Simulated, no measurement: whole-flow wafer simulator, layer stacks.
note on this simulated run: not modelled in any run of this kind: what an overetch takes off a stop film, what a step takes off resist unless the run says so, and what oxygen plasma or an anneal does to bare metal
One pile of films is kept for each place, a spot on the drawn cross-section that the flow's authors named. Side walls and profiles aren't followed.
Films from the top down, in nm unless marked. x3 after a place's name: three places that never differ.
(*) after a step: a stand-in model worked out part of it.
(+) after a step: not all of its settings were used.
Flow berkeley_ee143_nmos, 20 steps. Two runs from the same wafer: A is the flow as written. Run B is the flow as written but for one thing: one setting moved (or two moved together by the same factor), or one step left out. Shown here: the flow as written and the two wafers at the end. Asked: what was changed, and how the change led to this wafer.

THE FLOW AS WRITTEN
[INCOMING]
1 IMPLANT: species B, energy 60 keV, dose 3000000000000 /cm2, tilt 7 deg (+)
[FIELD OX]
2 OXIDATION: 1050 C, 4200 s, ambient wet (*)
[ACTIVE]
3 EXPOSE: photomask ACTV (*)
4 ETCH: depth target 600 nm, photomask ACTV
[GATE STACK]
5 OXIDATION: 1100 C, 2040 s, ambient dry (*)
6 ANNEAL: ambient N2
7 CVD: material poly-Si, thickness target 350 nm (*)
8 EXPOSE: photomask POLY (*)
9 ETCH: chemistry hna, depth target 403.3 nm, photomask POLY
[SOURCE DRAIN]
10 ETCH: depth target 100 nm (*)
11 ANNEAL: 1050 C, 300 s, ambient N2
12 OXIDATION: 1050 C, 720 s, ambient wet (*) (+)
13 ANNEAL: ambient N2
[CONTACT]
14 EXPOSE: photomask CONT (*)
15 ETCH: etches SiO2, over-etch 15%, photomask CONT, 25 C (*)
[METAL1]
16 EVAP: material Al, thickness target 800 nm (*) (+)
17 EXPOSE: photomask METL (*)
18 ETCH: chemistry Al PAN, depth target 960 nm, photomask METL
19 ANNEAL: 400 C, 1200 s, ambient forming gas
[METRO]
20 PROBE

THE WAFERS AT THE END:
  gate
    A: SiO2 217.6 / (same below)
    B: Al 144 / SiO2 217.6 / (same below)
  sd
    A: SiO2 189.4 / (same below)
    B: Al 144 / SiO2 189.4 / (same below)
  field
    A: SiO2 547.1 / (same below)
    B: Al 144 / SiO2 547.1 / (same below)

The cause: step 18, ETCH: depth target 656 nm was run, where the flow has depth target 960 nm.

How the change led to this, step by step:
  18 ETCH: chemistry Al PAN, depth target 960 nm, photomask METL
      gate, sd, field: A Al -800 (all of it) | B Al -656
Counting metal films that touch as one body, gate has 1 body; the flow as written gives 0 bodies.
Counting metal films that touch as one body, sd has 1 body; the flow as written gives 0 bodies.
Counting metal films that touch as one body, field has 1 body; the flow as written gives 0 bodies.
